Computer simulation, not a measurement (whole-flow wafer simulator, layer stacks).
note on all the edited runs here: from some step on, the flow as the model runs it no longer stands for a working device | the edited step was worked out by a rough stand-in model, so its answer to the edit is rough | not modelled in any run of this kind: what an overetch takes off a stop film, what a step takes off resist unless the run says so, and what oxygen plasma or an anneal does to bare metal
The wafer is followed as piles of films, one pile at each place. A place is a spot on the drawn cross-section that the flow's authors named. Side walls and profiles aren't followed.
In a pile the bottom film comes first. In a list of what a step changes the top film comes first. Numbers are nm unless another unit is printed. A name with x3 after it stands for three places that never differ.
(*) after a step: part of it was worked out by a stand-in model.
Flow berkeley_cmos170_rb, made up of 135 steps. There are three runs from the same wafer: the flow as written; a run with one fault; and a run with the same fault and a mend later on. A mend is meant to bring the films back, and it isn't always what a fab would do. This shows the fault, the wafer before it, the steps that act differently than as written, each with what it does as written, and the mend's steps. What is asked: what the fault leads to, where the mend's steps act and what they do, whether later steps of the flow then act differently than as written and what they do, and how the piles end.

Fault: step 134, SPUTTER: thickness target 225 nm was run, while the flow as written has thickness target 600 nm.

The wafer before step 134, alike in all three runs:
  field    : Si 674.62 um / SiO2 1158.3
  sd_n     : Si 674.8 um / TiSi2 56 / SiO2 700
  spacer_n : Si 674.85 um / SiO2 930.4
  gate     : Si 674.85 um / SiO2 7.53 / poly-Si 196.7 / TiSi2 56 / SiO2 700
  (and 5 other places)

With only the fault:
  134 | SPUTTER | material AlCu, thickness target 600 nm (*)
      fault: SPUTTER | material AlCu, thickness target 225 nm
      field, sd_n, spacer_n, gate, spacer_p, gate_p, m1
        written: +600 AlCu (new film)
        fault: +225 AlCu (new film)
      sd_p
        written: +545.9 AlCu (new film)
        fault: +200 AlCu (new film)
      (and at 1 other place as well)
  Later steps of the flow that are run all act as written at every place that is followed.
  By the end, the piles at field, sd_n, spacer_n and 6 more depart from the flow's by more than 2% or 0.5 nm, whichever is larger.
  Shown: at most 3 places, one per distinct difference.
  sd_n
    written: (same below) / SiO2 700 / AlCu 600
    fault: (same below) / SiO2 700 / AlCu 225
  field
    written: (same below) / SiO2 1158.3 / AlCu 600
    fault: (same below) / SiO2 1158.3 / AlCu 225
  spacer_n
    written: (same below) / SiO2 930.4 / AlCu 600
    fault: (same below) / SiO2 930.4 / AlCu 225

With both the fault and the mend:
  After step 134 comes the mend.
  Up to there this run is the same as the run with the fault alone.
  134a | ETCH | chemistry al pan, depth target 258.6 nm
      field, sd_n, spacer_n, gate, spacer_p, gate_p, m1
        -225 AlCu (all of it)
      sd_p
        -200 AlCu (all of it)
      contact
        -159.8 AlCu (all of it)
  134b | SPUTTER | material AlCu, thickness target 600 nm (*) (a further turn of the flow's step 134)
      field, sd_n, spacer_n, gate, spacer_p, gate_p, m1
        +600 AlCu (new film)
      sd_p
        +545.9 AlCu (new film)
      contact
        +415.1 AlCu (new film)
  Later steps of the flow that are run all act as written at every place that is followed.
  At every place that both follow, the piles at the end match the flow's.
